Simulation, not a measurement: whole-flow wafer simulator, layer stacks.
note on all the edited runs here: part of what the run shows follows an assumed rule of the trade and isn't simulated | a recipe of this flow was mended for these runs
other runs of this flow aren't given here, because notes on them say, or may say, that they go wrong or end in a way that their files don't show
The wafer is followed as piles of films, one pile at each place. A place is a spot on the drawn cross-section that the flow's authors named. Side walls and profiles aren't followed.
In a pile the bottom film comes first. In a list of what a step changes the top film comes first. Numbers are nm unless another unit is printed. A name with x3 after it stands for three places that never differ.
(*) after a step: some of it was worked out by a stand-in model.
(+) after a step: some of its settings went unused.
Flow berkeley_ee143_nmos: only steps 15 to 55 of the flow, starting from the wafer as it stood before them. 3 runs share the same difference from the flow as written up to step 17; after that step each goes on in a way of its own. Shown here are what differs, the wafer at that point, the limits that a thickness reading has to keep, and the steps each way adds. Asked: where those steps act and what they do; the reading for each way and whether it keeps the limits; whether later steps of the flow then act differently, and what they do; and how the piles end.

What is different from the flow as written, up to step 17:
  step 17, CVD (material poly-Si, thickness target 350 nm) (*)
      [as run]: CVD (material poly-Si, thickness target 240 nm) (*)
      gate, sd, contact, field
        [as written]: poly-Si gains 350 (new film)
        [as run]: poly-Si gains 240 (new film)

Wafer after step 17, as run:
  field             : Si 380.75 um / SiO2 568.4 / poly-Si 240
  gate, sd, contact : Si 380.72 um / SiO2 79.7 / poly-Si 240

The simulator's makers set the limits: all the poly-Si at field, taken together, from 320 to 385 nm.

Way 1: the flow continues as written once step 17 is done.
  Reading after step 17: 240 nm, not within the limits.
  Steps further on in the flow that do not act as written (7 other steps are not shown; they differ only slightly, by no more than 2% or 0.5 nm, whichever is larger):
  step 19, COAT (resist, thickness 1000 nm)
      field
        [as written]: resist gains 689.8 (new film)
        [this way]: resist gains 665.9 (new film)
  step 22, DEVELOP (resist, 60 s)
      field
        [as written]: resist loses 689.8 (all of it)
        [this way]: resist loses 665.9 (all of it)
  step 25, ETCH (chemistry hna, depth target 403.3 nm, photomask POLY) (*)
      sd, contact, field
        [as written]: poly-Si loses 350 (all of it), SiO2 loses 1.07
        [this way]: poly-Si loses 240 (all of it), SiO2 loses 3.27
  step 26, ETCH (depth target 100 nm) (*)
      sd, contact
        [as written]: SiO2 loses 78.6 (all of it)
        [this way]: SiO2 loses 76.4 (all of it)
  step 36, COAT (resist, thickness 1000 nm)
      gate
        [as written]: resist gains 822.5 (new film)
        [this way]: resist gains 880.5 (new film)
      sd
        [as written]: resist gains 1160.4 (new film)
        [this way]: resist gains 1131.6 (new film)
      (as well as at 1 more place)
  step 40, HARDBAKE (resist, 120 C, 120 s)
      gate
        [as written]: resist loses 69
        [this way]: resist loses 74.1
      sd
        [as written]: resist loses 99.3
        [this way]: resist loses 96.7
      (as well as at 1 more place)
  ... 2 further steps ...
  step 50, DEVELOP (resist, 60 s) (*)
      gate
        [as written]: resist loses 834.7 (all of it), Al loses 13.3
        [this way]: resist loses 889.9 (all of it), Al loses 13.3
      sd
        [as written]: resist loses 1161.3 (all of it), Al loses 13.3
        [this way]: resist loses 1129.8 (all of it), Al loses 13.3
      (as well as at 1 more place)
  By the end, the piles at gate depart from the flow's by more than 2% or 0.5 nm, whichever is larger.
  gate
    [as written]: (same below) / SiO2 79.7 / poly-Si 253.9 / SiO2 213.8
    [this way]: (same below) / SiO2 79.7 / poly-Si 143.9 / SiO2 213.8

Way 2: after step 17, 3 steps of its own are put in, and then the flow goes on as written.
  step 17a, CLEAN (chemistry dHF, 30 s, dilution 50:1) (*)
      leaves every film unchanged at each place that is followed
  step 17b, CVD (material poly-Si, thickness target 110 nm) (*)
      gate, sd, contact, field
        poly-Si gains 110
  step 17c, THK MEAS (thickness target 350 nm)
      leaves every film unchanged at each place that is followed
  Reading after step 17c: 350 nm, inside the limits.
  Later steps of the flow that are run all act as written at every place that is followed.
  The piles end the same as the flow's at every place that both follow.

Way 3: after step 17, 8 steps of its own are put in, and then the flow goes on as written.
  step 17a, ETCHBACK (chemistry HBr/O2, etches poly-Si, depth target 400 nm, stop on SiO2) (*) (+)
      gate, sd, contact, field
        poly-Si loses 240 (all of it), SiO2 loses 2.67
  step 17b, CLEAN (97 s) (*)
      gate, sd, contact
        SiO2 loses 77 (all of it)
      field
        SiO2 loses 100.2
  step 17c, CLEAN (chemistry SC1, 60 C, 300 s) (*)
      gate, sd, contact
        chemical SiO2 gains 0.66 (new film), Si loses 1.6
      field
        SiO2 loses 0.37
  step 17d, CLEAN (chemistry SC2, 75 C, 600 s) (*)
      leaves every film unchanged at each place that is followed
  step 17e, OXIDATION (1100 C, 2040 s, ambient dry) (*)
      gate, sd, contact
        SiO2 gains 79.8 (new film), chemical SiO2 loses 0.66 (all of it), Si loses 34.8
      field
        SiO2 gains 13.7, Si loses 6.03
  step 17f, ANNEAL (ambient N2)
      leaves every film unchanged at each place that is followed
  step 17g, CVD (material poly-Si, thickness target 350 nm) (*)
      gate, sd, contact, field
        poly-Si gains 350 (new film)
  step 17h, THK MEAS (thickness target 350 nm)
      leaves every film unchanged at each place that is followed
  Reading after step 17h: 350 nm, inside the limits.
  Steps further on in the flow that do not act as written (7 other steps are not shown; they differ only slightly, by no more than 2% or 0.5 nm, whichever is larger):
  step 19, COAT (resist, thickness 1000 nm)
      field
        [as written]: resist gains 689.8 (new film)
        [this way]: resist gains 723.3 (new film)
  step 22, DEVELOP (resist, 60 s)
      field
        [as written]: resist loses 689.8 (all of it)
        [this way]: resist loses 723.3 (all of it)
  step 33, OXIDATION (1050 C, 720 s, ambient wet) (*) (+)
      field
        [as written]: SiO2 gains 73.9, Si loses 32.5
        [this way]: SiO2 gains 85.5, Si loses 37.6
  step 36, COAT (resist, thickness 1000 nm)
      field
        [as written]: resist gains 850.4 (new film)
        [this way]: resist gains 884.7 (new film)
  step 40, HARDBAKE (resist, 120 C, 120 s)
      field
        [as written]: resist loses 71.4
        [this way]: resist loses 74.5
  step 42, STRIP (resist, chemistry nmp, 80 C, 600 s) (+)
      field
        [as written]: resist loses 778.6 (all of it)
        [this way]: resist loses 809.8 (all of it)
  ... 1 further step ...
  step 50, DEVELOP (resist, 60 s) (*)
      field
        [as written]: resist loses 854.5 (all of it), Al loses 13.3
        [this way]: resist loses 886.8 (all of it), Al loses 13.3
  By the end, the piles at field depart from the flow's by more than 2% or 0.5 nm, whichever is larger.
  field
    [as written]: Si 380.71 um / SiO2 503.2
    [this way]: Si 380.7 um / SiO2 425.3

Inside the limits: way 2, way 3. Outside the limits: way 1.
